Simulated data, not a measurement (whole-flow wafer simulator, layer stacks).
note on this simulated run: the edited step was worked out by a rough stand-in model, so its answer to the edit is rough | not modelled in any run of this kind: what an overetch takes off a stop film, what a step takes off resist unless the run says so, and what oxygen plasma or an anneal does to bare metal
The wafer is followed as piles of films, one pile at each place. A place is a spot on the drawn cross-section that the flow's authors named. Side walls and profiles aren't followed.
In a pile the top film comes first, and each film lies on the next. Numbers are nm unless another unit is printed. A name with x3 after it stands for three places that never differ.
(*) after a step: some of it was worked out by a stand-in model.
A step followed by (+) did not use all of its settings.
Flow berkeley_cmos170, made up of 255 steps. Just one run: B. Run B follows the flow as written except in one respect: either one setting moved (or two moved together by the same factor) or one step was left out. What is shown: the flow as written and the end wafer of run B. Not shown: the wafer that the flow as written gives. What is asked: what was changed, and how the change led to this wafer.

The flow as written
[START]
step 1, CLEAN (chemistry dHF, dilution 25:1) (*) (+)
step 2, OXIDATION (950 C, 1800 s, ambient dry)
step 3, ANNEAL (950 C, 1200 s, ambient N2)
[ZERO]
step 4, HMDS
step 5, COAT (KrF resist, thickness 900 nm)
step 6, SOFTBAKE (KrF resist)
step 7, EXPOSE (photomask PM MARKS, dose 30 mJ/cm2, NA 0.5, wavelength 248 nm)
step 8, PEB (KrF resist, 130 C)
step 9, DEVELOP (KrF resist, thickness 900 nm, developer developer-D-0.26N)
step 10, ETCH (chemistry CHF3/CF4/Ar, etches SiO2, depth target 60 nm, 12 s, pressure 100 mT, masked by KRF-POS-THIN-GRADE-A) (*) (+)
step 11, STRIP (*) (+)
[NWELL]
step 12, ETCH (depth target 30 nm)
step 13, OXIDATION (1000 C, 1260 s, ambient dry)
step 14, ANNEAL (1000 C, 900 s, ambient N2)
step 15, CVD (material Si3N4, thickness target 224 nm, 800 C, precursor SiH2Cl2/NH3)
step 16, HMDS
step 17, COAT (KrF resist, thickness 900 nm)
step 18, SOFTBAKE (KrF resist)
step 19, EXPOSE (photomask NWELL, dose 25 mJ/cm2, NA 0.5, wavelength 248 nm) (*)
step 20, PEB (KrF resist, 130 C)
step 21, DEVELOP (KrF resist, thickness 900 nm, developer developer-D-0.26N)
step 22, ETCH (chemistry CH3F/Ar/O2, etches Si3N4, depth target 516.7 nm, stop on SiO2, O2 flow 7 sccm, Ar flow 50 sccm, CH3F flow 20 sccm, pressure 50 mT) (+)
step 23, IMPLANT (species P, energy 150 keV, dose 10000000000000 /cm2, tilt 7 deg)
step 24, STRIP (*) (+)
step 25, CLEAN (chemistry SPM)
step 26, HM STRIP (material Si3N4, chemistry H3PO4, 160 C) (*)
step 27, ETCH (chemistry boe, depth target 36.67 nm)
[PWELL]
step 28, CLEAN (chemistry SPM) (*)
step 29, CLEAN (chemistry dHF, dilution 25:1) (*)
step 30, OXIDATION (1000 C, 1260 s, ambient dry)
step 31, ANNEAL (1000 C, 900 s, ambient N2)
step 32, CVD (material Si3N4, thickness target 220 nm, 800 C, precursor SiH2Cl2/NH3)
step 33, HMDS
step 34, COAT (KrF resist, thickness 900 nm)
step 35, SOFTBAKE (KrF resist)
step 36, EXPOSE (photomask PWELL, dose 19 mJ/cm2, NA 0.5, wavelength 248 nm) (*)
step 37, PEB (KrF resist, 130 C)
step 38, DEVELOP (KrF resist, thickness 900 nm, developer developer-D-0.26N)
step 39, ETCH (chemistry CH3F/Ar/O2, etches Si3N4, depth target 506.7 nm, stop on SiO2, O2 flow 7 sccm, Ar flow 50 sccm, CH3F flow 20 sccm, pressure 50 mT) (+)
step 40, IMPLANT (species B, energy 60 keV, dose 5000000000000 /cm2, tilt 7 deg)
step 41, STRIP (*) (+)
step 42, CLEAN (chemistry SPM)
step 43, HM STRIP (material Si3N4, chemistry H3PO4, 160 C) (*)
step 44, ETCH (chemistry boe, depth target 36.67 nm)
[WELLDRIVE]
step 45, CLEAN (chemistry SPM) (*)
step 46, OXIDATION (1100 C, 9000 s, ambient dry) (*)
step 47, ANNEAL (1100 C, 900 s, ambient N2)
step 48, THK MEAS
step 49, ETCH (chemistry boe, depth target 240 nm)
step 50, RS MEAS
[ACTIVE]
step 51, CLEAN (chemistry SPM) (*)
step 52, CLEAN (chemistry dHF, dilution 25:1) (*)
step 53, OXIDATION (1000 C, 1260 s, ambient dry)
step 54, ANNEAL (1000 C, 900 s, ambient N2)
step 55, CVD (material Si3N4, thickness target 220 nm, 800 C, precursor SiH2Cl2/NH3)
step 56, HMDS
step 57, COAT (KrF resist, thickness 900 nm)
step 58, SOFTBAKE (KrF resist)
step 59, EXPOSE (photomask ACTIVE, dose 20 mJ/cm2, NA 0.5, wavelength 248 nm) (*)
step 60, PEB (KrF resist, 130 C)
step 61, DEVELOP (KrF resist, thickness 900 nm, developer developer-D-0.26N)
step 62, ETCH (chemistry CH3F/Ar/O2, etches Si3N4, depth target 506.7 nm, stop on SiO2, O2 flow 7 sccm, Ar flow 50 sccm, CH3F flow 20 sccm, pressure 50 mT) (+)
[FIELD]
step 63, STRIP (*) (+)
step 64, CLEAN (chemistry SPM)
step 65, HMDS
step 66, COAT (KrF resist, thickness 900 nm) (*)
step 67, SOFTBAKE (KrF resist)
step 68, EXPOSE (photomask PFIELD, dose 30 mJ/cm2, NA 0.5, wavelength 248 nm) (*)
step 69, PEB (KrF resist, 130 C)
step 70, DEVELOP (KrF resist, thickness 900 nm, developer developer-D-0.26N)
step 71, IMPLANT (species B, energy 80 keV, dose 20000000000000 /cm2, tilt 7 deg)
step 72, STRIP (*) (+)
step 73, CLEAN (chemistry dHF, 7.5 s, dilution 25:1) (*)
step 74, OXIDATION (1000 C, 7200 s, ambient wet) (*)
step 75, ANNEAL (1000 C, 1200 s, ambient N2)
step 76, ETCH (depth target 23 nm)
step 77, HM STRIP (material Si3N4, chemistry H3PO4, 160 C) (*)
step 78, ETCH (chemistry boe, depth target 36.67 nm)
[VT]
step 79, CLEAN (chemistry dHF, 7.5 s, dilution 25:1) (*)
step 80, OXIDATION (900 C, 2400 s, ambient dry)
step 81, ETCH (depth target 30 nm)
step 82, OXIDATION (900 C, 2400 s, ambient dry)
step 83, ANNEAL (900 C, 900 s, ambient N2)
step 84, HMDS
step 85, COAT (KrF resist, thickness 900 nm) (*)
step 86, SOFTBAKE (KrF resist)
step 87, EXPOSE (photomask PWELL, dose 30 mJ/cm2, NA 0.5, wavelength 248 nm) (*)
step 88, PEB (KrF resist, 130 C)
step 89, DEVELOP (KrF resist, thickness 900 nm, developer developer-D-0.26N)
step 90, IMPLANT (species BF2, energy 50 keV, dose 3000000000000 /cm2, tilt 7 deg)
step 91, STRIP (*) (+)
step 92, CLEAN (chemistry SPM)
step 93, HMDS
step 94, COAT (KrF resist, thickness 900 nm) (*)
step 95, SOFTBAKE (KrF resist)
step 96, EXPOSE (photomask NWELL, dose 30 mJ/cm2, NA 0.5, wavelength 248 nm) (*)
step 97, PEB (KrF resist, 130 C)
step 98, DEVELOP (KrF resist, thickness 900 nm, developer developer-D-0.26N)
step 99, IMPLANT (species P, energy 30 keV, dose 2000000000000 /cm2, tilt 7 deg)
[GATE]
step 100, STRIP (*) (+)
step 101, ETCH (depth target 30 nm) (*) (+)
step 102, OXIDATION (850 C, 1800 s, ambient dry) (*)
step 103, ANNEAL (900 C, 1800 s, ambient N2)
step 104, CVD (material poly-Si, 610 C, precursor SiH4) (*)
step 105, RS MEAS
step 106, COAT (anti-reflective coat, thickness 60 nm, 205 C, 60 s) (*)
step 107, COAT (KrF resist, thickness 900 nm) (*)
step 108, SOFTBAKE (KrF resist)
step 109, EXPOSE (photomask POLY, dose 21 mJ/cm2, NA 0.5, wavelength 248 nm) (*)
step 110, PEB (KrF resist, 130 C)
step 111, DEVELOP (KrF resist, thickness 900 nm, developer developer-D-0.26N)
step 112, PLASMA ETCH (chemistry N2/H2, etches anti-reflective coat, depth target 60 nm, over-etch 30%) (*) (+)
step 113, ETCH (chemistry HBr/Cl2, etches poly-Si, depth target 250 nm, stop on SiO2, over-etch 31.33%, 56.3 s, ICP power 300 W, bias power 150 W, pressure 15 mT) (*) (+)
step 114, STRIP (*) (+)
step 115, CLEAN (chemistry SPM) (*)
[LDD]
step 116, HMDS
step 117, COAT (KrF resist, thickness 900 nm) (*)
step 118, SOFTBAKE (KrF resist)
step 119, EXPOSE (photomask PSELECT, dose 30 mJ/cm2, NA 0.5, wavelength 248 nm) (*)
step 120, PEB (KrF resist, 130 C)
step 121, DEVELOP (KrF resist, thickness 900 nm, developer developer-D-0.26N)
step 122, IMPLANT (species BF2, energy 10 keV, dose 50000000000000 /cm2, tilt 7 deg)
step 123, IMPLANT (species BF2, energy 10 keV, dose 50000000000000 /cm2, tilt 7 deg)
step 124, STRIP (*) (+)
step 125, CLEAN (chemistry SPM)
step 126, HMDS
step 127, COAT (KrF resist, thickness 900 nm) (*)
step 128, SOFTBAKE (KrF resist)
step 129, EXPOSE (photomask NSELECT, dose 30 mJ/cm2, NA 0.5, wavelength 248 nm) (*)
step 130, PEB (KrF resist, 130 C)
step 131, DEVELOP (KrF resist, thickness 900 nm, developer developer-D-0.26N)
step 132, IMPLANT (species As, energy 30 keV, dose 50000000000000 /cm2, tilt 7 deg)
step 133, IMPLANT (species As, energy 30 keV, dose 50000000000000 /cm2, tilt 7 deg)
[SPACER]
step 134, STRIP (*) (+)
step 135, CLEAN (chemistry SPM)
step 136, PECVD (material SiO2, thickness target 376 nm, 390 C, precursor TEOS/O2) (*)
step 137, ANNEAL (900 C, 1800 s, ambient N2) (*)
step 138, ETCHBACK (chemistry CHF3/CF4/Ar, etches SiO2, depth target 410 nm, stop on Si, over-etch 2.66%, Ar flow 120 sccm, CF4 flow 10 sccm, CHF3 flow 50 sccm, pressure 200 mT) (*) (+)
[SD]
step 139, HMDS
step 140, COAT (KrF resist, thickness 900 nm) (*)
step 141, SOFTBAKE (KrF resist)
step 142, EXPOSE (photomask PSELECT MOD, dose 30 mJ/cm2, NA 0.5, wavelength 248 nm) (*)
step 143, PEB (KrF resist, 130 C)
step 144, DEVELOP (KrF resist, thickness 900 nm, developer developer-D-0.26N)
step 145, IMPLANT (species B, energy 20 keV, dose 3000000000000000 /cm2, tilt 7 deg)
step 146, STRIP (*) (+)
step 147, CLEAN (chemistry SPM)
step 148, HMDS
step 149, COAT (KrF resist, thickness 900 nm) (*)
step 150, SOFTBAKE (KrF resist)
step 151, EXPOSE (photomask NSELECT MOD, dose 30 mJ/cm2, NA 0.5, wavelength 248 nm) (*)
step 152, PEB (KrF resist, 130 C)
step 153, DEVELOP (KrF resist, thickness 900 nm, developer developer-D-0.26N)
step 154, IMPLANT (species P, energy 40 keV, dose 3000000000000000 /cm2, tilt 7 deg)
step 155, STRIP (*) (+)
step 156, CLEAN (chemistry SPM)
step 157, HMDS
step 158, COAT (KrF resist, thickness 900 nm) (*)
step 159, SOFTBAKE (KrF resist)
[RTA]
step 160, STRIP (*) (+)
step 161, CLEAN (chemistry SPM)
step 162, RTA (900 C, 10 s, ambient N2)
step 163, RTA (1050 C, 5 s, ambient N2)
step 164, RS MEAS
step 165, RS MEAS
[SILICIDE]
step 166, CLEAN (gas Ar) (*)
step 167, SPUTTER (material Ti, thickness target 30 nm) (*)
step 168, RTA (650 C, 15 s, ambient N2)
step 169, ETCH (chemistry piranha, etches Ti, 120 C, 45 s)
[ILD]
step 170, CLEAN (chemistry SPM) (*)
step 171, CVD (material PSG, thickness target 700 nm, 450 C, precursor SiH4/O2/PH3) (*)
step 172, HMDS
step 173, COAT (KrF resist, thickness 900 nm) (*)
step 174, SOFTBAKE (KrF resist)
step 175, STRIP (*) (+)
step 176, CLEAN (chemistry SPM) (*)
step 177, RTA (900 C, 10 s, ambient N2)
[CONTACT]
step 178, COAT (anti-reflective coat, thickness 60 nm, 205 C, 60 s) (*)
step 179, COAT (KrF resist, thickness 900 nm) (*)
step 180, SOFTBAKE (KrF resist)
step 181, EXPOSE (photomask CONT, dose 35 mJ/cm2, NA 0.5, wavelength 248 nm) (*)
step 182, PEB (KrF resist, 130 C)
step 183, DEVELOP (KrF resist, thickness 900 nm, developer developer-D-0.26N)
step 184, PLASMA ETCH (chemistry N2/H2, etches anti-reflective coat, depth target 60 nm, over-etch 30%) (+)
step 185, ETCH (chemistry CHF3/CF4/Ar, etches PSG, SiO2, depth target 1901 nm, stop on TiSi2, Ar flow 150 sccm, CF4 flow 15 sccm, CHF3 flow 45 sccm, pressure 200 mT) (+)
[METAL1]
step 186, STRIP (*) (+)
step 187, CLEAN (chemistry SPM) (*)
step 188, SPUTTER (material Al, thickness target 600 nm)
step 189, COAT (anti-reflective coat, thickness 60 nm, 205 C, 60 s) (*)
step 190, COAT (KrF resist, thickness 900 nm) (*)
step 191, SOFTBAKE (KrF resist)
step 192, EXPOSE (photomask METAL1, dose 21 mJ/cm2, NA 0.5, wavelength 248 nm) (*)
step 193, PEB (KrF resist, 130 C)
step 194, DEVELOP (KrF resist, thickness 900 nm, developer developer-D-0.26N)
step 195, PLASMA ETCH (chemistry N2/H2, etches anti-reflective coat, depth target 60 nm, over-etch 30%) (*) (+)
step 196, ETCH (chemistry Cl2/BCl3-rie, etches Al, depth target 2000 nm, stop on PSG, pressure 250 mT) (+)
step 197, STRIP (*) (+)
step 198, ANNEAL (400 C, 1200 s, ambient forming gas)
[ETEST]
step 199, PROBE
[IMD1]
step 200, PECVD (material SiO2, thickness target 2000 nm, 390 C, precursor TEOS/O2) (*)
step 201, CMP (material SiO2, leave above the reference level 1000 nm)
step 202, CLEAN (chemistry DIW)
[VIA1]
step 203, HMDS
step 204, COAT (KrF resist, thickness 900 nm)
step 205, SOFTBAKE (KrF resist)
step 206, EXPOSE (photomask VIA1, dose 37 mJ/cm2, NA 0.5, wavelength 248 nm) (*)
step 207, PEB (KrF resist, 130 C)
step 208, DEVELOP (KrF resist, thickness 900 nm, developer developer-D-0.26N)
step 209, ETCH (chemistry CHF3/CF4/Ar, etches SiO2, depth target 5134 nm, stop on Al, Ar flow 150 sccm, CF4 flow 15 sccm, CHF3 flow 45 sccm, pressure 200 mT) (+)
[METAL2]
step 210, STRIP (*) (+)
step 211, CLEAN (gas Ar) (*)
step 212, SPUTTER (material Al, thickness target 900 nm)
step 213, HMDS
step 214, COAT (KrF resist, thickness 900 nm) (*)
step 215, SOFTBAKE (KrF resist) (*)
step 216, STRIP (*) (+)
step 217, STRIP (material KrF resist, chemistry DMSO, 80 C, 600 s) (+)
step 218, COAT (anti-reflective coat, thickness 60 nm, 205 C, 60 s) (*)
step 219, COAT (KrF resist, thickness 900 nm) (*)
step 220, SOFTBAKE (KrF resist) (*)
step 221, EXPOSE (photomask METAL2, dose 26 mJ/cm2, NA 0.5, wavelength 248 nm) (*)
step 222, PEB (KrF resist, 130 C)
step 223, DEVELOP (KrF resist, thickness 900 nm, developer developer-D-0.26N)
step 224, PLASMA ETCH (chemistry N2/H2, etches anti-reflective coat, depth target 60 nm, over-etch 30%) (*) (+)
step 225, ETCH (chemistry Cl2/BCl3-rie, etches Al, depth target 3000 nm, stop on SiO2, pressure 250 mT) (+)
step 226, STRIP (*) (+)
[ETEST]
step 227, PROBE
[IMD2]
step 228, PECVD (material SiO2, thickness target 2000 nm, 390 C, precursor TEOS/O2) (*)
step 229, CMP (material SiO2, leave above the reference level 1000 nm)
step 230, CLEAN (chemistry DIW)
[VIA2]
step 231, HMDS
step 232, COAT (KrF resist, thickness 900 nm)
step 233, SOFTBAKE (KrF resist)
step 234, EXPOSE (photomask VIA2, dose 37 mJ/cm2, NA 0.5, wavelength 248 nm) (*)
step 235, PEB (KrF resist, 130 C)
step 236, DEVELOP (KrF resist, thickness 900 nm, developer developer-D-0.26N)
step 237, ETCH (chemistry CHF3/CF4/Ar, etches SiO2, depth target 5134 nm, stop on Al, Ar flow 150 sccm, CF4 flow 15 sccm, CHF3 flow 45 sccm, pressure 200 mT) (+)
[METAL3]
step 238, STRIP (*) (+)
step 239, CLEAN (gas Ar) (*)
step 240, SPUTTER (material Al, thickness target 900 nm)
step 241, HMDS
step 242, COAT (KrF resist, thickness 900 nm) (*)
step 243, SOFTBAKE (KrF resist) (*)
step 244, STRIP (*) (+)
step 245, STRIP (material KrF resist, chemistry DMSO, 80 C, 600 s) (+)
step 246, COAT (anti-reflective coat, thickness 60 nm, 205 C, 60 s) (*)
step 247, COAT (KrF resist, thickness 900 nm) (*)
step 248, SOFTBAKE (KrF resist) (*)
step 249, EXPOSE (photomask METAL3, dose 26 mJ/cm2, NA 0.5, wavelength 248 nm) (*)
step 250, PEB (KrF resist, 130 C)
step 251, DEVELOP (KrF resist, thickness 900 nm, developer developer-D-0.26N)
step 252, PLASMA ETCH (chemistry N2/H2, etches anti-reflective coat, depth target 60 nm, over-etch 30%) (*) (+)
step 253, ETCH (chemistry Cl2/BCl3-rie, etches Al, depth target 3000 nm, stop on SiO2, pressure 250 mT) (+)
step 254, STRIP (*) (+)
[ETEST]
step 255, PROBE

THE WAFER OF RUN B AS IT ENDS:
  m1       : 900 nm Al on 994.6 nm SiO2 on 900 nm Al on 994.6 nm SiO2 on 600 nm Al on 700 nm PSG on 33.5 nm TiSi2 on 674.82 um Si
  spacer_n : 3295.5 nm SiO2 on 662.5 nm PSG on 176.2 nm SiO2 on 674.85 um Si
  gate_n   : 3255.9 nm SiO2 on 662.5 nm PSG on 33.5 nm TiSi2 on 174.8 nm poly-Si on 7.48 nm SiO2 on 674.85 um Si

The reason: step 167, SPUTTER: thickness target 18 nm was run, whereas the flow has thickness target 30 nm.

The path from the change to this, step by step:
  step 167, SPUTTER (material Ti, thickness target 30 nm) (*)
      field, sd_n, spacer_n and 9 more: +18 Ti (new film) (as written it would have been: +30 Ti (new film))
  step 168, RTA (650 C, 15 s, ambient N2)
      sd_n, sd_p, contact, m1, via1, m2, via2: -14 Ti, +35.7 TiSi2 C49 (new film), -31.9 Si (as written it would have been: -23.4 Ti, +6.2 TiSi first (new film), +50.3 TiSi2 C49 (new film), -49 Si)
      gate_n, gate_p: -14 Ti, +35.7 TiSi2 C49 (new film), -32 poly-Si (as written it would have been: -23.4 Ti, +6.2 TiSi first (new film), +50.3 TiSi2 C49 (new film), -49.2 poly-Si)
  step 169, ETCH (chemistry piranha, etches Ti, 120 C, 45 s)
      sd_n, gate_n, sd_p and 6 more: -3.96 Ti (all of it), -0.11 TiSi2 C49 (as written it would have been: -6.6 Ti (all of it), -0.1 TiSi first)
      field, spacer_n, spacer_p: -18 Ti (all of it) (as written it would have been: -30 Ti (all of it))
  step 177, RTA (900 C, 10 s, ambient N2)
      sd_n, sd_p, contact, m1, via1, m2, via2: under 1 film: +33.5 TiSi2 (new film), -35.6 TiSi2 C49 (all of it) (as written it would have been: under 1 film: +55.9 TiSi2 (new film), -6.09 TiSi first (all of it), -50.3 TiSi2 C49 (all of it), -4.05 Si)
      gate_n, gate_p: under 1 film: +33.5 TiSi2 (new film), -35.6 TiSi2 C49 (all of it) (as written it would have been: under 1 film: +55.9 TiSi2 (new film), -6.09 TiSi first (all of it), -50.3 TiSi2 C49 (all of it), -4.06 poly-Si)
